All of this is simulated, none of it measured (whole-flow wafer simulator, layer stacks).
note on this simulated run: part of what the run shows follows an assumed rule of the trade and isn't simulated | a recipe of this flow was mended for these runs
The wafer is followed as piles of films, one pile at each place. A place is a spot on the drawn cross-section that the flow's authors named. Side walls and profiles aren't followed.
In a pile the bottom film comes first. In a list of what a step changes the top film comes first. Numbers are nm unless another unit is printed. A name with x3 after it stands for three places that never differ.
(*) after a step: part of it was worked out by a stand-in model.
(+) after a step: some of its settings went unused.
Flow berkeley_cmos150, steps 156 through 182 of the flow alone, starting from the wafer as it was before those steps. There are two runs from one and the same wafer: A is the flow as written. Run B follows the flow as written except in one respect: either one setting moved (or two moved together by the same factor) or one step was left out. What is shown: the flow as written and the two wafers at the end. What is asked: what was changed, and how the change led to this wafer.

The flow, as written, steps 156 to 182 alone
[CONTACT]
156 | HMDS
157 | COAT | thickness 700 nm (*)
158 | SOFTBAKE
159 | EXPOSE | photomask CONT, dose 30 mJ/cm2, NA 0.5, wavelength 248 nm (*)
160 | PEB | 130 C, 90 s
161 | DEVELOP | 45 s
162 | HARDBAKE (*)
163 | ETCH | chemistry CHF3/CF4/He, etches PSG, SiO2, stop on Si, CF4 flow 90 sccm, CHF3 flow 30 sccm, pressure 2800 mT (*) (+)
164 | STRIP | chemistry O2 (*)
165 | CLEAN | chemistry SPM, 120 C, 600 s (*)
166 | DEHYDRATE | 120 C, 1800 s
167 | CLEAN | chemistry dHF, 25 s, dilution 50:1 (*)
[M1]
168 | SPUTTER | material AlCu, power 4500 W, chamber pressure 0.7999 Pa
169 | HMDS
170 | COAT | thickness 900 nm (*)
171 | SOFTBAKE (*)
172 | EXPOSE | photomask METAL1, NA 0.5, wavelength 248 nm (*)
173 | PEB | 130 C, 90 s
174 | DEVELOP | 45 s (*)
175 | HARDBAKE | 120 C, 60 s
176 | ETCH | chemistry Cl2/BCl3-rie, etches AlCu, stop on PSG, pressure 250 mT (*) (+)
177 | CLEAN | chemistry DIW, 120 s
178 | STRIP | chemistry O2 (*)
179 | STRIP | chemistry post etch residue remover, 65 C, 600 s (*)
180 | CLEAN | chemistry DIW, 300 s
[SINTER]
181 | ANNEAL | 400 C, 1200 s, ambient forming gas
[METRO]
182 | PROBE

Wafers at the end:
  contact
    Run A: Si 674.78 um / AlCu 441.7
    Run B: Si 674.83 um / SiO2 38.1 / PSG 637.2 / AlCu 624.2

The reason: step 163, ETCH: chemistry CHF3/CF4/He, etches PSG, SiO2, stop on Si, CF4 flow 90 sccm, CHF3 flow 30 sccm, pressure 2800 mT (*) (+), was omitted.

How this came from the change, step by step:
  164 | STRIP | chemistry O2 (*)
      contact: A +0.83 chemical SiO2 (new film), -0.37 Si | B nothing
      field: A -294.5 KrF-resist (all of it) | B -598.2 KrF-resist (all of it)
      (and at 6 other places as well)
  167 | CLEAN | chemistry dHF, 25 s, dilution 50:1 (*)
      contact: A -0.83 chemical SiO2 (all of it) | B -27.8 PSG
  168 | SPUTTER | material AlCu, power 4500 W, chamber pressure 0.7999 Pa
      contact: A +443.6 AlCu (new film) | B +626.1 AlCu (new film)
  170 | COAT | thickness 900 nm (*)
      field: A +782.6 thick-KrF-resist (new film) | B +829.7 thick-KrF-resist (new film)
      sd_n: A +1135.4 thick-KrF-resist (new film) | B +1078.6 thick-KrF-resist (new film)
      (and at 2 other places as well)
  173 | PEB | 130 C, 90 s
      contact: A -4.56 thick-KrF-resist | B -2.49 thick-KrF-resist
  174 | DEVELOP | 45 s (*)
      field: A -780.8 thick-KrF-resist (all of it), -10 AlCu | B -827.8 thick-KrF-resist (all of it), -10 AlCu
      sd_n: A -1132.6 thick-KrF-resist (all of it), -10 AlCu | B -1075.9 thick-KrF-resist (all of it), -10 AlCu
  175 | HARDBAKE | 120 C, 60 s
      contact: A -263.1 thick-KrF-resist | B -157.8 thick-KrF-resist
      m1: A -148.2 thick-KrF-resist | B -160.8 thick-KrF-resist
  178 | STRIP | chemistry O2 (*)
      contact: A -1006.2 thick-KrF-resist (all of it) | B -426.4 thick-KrF-resist (all of it)
      m1: A -373.8 thick-KrF-resist (all of it) | B -442.8 thick-KrF-resist (all of it)
